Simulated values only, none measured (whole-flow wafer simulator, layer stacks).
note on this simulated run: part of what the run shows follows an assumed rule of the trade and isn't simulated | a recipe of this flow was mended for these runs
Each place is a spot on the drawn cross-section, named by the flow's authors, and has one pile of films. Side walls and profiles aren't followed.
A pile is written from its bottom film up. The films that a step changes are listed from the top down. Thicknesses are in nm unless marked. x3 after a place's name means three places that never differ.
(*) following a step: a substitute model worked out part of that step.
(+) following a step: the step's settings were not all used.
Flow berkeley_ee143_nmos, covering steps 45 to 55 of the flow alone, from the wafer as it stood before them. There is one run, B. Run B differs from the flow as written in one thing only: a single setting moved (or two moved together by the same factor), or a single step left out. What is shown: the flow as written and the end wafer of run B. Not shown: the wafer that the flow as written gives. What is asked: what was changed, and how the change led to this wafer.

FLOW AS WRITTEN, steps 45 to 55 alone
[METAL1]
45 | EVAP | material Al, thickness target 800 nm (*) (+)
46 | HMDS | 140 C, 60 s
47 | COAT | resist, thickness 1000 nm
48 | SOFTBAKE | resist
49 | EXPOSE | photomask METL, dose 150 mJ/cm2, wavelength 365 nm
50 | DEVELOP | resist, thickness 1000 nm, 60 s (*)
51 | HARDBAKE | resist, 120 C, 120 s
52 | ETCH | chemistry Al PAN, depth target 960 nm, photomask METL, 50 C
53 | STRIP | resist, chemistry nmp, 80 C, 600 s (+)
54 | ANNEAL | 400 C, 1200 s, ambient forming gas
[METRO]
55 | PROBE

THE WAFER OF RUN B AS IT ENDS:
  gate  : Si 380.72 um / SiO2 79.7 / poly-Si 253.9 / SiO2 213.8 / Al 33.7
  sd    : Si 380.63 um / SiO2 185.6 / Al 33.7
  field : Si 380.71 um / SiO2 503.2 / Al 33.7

What caused this: step 52, ETCH: depth target 753 nm was run, whereas the flow has depth target 960 nm.

How this came from the change, step by step:
  52 | ETCH | chemistry Al PAN, depth target 960 nm, photomask METL, 50 C
      gate, sd, field: -753 Al (in the flow as written it would be: -786.7 Al (all of it))
If metal films that touch count as one body, gate has 1 body; the flow as written gives 0 bodies.
If metal films that touch count as one body, sd has 1 body; the flow as written gives 0 bodies.
If metal films that touch count as one body, field has 1 body; the flow as written gives 0 bodies.
